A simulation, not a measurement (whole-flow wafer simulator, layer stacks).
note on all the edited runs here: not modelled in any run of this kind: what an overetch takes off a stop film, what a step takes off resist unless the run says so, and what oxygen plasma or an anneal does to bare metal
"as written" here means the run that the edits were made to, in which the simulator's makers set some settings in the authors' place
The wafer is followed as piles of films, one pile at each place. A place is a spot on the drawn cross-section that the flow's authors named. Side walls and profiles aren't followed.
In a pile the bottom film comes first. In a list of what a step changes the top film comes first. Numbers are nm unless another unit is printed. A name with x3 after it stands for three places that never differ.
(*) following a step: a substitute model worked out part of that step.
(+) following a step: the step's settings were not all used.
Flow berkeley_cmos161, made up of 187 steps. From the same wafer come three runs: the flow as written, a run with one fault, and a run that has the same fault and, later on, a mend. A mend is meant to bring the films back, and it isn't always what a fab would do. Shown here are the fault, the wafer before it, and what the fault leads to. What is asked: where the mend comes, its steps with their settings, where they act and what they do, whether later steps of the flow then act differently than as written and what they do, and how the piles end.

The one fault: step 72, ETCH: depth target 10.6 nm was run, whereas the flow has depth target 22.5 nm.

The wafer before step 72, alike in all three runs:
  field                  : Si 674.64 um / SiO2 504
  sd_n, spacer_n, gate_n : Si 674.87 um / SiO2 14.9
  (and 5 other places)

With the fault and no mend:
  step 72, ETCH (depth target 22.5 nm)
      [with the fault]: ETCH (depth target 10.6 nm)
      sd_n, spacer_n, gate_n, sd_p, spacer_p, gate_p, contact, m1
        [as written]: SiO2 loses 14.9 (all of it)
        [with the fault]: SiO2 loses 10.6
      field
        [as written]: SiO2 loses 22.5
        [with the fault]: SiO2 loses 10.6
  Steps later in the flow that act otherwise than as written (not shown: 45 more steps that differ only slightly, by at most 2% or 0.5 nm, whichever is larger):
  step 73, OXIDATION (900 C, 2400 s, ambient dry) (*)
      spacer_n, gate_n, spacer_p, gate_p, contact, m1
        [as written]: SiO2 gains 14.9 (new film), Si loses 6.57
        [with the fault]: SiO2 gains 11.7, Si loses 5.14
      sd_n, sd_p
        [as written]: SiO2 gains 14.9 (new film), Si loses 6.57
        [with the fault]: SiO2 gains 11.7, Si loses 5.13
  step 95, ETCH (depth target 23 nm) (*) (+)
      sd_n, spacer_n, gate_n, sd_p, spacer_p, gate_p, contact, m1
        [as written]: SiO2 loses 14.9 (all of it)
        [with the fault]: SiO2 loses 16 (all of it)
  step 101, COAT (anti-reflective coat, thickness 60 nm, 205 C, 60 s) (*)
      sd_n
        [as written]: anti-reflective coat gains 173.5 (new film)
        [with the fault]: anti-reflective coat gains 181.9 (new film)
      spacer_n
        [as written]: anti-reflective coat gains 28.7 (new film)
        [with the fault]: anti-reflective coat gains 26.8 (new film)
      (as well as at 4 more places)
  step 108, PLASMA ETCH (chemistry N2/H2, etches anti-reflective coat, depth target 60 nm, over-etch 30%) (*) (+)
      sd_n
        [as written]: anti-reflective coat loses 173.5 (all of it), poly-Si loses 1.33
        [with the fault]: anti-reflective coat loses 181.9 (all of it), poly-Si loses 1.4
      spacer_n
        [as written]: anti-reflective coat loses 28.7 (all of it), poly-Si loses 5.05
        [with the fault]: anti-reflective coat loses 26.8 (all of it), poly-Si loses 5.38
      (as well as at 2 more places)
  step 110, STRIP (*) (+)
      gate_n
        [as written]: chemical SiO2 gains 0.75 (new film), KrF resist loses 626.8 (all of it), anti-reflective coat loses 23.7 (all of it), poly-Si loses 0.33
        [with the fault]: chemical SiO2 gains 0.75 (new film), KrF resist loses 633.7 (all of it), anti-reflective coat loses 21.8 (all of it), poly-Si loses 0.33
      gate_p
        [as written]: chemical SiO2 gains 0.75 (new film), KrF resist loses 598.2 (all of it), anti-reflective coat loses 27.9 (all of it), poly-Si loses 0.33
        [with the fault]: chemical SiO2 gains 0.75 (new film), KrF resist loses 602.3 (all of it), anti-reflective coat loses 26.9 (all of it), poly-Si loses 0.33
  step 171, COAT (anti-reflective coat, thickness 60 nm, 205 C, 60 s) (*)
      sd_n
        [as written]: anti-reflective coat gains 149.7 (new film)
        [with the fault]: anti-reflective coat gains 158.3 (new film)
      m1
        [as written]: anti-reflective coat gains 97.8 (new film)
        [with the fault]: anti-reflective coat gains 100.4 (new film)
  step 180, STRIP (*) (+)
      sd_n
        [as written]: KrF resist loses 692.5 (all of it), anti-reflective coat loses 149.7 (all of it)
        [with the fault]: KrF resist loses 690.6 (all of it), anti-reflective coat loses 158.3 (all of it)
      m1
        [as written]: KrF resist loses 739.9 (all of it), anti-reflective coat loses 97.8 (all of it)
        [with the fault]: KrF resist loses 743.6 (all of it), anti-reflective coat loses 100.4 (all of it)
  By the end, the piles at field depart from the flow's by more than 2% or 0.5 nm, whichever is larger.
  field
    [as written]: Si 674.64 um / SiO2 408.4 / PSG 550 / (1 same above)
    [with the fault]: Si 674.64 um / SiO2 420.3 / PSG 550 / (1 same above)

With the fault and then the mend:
  The mend follows step 72.
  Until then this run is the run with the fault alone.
  step 72a, ETCH (depth target 11.9 nm) (a further turn of the flow's step 72, with different settings)
      sd_n, spacer_n, gate_n, sd_p, spacer_p, gate_p, contact, m1
        SiO2 loses 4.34 (all of it)
      field
        SiO2 loses 11.9
  Every later step of the flow that is run acts as written at every place that is followed.
  By the end, the piles equal the flow's at every place that both follow.
